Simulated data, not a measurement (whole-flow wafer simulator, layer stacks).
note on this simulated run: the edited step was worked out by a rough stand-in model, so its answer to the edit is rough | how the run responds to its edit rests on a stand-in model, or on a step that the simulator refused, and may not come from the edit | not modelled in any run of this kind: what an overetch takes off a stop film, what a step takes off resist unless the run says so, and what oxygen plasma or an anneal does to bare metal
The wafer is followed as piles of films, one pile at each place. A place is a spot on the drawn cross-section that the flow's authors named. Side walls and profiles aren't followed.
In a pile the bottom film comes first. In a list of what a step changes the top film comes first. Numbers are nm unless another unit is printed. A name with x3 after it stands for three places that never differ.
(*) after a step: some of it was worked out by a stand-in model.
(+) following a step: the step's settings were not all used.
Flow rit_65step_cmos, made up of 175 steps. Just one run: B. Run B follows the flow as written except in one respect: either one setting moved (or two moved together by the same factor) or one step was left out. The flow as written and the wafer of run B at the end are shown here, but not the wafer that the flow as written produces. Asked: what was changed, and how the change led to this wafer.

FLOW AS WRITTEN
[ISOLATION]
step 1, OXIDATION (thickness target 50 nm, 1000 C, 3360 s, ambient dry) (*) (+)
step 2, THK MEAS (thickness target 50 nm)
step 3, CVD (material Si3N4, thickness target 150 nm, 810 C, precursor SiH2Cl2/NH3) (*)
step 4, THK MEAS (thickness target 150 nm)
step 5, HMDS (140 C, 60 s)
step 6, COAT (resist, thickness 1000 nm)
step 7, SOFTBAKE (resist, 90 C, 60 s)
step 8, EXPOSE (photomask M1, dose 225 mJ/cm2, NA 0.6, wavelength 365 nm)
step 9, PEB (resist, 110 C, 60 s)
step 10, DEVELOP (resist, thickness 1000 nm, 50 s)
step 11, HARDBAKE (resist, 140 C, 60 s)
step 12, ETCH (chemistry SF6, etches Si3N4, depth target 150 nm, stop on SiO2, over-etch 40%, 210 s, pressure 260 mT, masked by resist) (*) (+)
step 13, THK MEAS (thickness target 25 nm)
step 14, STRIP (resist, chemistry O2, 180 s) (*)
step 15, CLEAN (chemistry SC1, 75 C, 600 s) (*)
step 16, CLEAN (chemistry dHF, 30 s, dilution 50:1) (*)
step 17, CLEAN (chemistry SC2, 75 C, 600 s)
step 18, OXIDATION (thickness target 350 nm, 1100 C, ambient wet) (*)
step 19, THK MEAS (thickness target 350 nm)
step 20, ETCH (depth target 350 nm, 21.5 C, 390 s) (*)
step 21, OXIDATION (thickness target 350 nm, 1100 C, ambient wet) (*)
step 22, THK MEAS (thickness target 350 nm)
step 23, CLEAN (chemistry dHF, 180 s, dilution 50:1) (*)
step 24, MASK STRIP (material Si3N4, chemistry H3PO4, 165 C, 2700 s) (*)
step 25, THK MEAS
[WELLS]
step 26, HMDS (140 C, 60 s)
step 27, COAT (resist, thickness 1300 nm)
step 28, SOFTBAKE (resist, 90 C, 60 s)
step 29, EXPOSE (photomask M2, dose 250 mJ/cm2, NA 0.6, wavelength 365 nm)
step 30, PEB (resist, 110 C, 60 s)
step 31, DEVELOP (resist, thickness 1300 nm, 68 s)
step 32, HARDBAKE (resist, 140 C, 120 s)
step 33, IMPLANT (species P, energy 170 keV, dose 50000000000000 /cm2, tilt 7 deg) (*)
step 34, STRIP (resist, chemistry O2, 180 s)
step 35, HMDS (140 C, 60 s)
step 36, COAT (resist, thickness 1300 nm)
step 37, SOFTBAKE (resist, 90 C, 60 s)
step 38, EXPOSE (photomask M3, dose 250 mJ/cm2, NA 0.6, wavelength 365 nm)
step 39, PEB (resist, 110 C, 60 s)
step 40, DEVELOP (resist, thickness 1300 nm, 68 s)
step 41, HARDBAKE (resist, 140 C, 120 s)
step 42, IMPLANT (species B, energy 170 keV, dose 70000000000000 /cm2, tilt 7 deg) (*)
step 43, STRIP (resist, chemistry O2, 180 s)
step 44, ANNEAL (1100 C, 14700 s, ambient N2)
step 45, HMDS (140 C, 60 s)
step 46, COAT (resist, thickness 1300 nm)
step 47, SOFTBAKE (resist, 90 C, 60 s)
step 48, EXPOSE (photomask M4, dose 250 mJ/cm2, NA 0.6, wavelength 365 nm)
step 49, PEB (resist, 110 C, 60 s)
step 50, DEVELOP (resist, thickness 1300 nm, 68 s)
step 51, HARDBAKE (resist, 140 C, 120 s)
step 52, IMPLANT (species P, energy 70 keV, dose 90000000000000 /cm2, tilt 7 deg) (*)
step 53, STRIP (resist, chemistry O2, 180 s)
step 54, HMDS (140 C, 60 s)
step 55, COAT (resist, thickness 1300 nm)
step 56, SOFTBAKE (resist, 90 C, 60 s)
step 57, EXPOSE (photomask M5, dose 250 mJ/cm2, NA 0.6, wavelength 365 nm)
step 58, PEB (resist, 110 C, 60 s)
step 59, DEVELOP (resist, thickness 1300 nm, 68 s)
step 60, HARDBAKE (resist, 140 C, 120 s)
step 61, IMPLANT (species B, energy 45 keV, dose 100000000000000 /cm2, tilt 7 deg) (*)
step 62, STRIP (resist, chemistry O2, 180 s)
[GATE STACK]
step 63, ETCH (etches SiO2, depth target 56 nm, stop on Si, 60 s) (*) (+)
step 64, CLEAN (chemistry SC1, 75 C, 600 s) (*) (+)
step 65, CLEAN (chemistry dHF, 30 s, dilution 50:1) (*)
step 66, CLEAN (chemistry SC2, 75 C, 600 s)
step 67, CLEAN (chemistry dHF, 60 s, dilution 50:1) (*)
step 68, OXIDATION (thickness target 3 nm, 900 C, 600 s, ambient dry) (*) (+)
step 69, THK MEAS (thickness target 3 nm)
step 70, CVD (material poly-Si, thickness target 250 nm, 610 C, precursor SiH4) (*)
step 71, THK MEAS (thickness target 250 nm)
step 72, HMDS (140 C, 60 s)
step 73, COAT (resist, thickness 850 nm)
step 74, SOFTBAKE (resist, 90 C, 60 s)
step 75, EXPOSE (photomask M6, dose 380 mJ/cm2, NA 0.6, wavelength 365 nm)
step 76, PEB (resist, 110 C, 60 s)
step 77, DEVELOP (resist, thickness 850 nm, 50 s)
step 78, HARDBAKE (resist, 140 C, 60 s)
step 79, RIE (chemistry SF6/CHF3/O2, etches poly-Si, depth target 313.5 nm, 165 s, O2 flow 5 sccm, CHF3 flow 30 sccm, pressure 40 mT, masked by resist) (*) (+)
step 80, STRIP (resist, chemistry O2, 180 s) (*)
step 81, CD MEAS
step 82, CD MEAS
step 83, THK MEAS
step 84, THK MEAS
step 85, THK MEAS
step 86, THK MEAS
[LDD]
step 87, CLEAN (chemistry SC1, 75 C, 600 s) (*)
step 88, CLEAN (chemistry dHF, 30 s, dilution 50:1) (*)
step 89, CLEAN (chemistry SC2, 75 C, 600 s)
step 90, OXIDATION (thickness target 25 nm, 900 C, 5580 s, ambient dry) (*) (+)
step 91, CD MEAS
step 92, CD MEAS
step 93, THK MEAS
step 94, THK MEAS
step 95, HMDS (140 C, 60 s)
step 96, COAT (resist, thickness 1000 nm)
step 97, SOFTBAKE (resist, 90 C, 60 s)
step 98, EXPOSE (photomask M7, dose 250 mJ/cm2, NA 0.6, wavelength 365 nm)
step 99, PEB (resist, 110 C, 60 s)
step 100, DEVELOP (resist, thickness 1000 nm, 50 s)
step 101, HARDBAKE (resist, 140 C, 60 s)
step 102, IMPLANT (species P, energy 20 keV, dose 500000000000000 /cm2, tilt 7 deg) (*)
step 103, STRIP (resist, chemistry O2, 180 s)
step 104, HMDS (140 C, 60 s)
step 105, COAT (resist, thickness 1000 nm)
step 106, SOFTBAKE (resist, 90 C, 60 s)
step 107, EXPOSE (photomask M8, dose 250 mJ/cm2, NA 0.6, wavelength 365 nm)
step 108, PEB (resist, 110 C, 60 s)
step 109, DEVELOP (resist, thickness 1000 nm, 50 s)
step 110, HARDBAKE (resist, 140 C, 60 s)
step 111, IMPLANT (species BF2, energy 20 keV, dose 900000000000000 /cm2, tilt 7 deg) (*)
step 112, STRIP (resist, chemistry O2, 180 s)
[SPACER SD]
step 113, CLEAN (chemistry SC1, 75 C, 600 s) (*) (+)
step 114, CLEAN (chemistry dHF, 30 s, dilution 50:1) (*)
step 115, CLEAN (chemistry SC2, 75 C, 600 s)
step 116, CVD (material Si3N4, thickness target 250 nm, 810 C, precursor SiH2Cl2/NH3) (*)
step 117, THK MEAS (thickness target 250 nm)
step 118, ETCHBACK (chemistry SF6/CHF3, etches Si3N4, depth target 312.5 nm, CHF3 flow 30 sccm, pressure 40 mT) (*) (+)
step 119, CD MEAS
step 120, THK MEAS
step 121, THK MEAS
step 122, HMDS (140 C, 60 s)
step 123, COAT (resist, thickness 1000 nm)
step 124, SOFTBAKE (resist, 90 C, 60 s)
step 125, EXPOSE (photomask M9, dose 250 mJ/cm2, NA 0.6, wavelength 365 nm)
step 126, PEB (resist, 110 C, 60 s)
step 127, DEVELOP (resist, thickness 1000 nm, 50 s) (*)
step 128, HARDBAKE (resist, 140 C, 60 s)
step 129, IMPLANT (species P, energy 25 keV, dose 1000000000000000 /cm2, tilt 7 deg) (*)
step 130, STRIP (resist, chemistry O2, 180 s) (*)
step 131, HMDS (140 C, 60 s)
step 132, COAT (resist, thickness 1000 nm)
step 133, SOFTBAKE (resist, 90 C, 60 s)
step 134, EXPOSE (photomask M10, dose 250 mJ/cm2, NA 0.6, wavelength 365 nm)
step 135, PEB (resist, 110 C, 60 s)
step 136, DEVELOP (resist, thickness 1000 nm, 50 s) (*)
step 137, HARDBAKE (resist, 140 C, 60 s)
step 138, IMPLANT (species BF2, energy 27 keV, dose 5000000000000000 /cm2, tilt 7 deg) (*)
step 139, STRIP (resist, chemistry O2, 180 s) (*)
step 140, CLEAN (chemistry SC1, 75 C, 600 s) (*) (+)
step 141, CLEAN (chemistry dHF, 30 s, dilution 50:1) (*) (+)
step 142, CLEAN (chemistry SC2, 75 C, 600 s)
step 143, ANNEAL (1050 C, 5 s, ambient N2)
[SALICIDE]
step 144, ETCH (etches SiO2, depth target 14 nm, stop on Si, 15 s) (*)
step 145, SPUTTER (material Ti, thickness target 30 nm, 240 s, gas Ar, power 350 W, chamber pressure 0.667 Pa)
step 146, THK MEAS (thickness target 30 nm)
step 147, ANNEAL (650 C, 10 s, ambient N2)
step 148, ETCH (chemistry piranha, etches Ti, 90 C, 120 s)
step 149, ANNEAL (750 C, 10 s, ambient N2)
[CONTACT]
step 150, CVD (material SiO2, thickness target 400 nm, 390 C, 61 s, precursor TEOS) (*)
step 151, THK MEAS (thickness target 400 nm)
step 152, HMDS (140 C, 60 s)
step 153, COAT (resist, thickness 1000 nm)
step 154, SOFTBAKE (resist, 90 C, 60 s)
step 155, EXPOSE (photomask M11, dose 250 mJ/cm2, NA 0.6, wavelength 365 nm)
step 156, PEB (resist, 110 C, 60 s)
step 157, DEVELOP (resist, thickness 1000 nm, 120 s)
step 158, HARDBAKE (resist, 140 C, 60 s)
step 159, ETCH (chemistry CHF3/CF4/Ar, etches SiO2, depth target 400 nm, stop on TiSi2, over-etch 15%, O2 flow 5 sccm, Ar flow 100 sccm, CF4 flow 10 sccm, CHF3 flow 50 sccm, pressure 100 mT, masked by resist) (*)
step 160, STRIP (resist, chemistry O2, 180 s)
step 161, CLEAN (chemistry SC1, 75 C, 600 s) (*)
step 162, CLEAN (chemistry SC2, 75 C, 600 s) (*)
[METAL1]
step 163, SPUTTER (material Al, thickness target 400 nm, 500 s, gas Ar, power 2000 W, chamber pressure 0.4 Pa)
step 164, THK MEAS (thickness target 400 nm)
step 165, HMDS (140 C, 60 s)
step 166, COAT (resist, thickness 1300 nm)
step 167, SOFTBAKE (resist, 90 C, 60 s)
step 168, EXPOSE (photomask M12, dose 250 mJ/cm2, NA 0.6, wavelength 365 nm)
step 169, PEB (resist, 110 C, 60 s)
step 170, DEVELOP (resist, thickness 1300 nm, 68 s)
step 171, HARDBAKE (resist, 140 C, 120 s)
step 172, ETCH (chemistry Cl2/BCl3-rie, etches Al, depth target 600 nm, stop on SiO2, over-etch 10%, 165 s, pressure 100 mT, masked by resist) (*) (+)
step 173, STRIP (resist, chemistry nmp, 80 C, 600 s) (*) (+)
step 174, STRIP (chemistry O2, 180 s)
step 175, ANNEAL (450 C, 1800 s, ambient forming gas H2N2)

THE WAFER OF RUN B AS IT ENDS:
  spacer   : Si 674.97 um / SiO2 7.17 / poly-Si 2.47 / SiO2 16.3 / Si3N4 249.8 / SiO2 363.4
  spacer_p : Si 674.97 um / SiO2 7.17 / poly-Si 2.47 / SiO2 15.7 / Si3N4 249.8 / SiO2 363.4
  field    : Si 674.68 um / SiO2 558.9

The reason: step 70, CVD: thickness target 333 nm was run, whereas the flow has thickness target 250 nm.

Step by step, how the change led to this:
  step 70, CVD (material poly-Si, thickness target 250 nm, 610 C, precursor SiH4) (*)
      field, field_pw, field_nw and 11 more: poly-Si gains 333 (new film) (as written it would have been: poly-Si gains 250 (new film))
  step 79, RIE (chemistry SF6/CHF3/O2, etches poly-Si, depth target 313.5 nm, 165 s, O2 flow 5 sccm, CHF3 flow 30 sccm, pressure 40 mT, masked by resist) (*) (+)
      active_n, active_p, spacer, spacer_p, sd_n, sd_p, contact, m1: poly-Si loses 313.5 (as written it would have been: poly-Si loses 250 (all of it), SiO2 loses 7.17 (all of it))
      field, field_pw, field_nw, field_p: poly-Si loses 313.5 (as written it would have been: poly-Si loses 250 (all of it), SiO2 loses 10.9)
  step 80, STRIP (resist, chemistry O2, 180 s) (*)
      active_n, active_p, spacer, spacer_p, sd_n, sd_p, contact, m1: chemical SiO2 gains 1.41 (new film), poly-Si loses 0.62 (as written it would have been: chemical SiO2 gains 1.41 (new film), Si loses 0.62)
      field, field_pw, field_nw, field_p: chemical SiO2 gains 1.41 (new film), poly-Si loses 0.62 (as written it would have been: nothing)
  step 87, CLEAN (chemistry SC1, 75 C, 600 s) (*)
      active_n, active_p, spacer, spacer_p, sd_n, sd_p, contact, m1: chemical SiO2 loses 0.81, poly-Si loses 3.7 (as written it would have been: chemical SiO2 loses 0.81, Si loses 3.7)
      field, field_pw, field_nw, field_p: chemical SiO2 loses 0.81, poly-Si loses 3.7 (as written it would have been: SiO2 loses 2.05)
  step 88, CLEAN (chemistry dHF, 30 s, dilution 50:1) (*)
      field, field_pw, field_nw, field_p: chemical SiO2 loses 0.6 (all of it) (as written it would have been: SiO2 loses 2.78)
  step 90, OXIDATION (thickness target 25 nm, 900 C, 5580 s, ambient dry) (*) (+)
      active_n, active_p, spacer, spacer_p, sd_n, sd_p, contact, m1: SiO2 gains 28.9 (new film), chemical SiO2 loses 0.4 (all of it), poly-Si loses 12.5 (as written it would have been: SiO2 gains 26.5 (new film), chemical SiO2 loses 0.4 (all of it), Si loses 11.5)
      field, field_pw: SiO2 gains 28.9 (new film), chemical SiO2 loses 0.4 (all of it), poly-Si loses 12.5 (as written it would have been: SiO2 gains 6.57, Si loses 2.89)
      (also at 2 further places)
  step 96, COAT (resist, thickness 1000 nm)
      gate_n, gate_p: resist gains 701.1 (new film) (as written it would have been: resist gains 750.6 (new film))
  step 99, PEB (resist, 110 C, 60 s)
      gate_n, gate_p: resist loses 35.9 (as written it would have been: resist loses 38.6)
  step 100, DEVELOP (resist, thickness 1000 nm, 50 s)
      gate_n: resist loses 665.2 (all of it) (as written it would have been: resist loses 712.1 (all of it))
  step 101, HARDBAKE (resist, 140 C, 60 s)
      gate_p: resist loses 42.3 (as written it would have been: resist loses 45.8)
  step 103, STRIP (resist, chemistry O2, 180 s)
      gate_p: resist loses 622.8 (all of it) (as written it would have been: resist loses 666.3 (all of it))
  step 105, COAT (resist, thickness 1000 nm)
      gate_n, gate_p: resist gains 701.1 (new film) (as written it would have been: resist gains 750.6 (new film))
  step 108, PEB (resist, 110 C, 60 s)
      gate_n, gate_p: resist loses 35.9 (as written it would have been: resist loses 38.6)
  step 109, DEVELOP (resist, thickness 1000 nm, 50 s)
      gate_p: resist loses 665.1 (all of it) (as written it would have been: resist loses 712.1 (all of it))
  step 110, HARDBAKE (resist, 140 C, 60 s)
      gate_n: resist loses 42.3 (as written it would have been: resist loses 45.8)
  step 112, STRIP (resist, chemistry O2, 180 s)
      gate_n: resist loses 622.9 (all of it) (as written it would have been: resist loses 666.3 (all of it))
  ... 17 further steps ...
  step 170, DEVELOP (resist, thickness 1300 nm, 68 s)
      gate_n: resist loses 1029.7 (all of it) (as written it would have been: resist loses 1072.6 (all of it))
      gate_p: resist loses 1033.4 (all of it) (as written it would have been: resist loses 1076.3 (all of it))
      (also at 2 further places)
